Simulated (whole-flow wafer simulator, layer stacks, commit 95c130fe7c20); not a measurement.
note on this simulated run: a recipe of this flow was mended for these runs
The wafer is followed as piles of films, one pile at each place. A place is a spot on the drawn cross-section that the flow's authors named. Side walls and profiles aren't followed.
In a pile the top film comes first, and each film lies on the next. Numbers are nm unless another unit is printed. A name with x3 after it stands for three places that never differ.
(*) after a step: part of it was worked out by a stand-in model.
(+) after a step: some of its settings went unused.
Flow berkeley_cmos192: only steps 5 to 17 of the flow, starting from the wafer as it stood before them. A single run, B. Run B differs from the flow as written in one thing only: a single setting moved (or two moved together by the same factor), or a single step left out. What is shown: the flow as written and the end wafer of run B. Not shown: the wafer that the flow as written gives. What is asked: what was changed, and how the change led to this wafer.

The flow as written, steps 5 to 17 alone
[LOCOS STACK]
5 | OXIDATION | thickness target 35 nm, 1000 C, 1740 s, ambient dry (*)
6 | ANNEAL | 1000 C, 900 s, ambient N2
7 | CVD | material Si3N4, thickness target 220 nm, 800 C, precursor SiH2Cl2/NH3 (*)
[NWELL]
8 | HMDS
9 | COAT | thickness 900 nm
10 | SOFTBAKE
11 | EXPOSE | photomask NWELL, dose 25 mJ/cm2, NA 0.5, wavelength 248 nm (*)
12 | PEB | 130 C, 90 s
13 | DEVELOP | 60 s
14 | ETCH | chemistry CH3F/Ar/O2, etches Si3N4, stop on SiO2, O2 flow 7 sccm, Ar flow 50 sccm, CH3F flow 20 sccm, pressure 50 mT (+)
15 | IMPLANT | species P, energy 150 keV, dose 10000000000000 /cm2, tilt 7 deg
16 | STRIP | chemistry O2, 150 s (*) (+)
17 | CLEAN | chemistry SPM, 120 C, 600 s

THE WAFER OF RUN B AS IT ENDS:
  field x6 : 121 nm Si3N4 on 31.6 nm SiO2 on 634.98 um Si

The reason: step 7, CVD: thickness target 121 nm was run, whereas the flow has thickness target 220 nm.
One can read it off the wafer: field x6 has Si3N4 121, and step 7 as written asks for 220 nm.

The path from the change to this, step by step:
  7 | CVD | material Si3N4, thickness target 220 nm, 800 C, precursor SiH2Cl2/NH3 (*)
      field x6, sd_p x3: Si3N4 gains 121 (new film) (it would be, as written: Si3N4 gains 220 (new film))
  14 | ETCH | chemistry CH3F/Ar/O2, etches Si3N4, stop on SiO2, O2 flow 7 sccm, Ar flow 50 sccm, CH3F flow 20 sccm, pressure 50 mT (+)
      field x6: KrF-resist loses 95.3 (it would be, as written: KrF-resist loses 161.3)
      sd_p x3: Si3N4 loses 121 (all of it), SiO2 loses 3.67 (it would be, as written: Si3N4 loses 220 (all of it), SiO2 loses 3.67)
  16 | STRIP | chemistry O2, 150 s (*) (+)
      field x6: KrF-resist loses 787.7 (all of it) (it would be, as written: KrF-resist loses 721.7 (all of it))
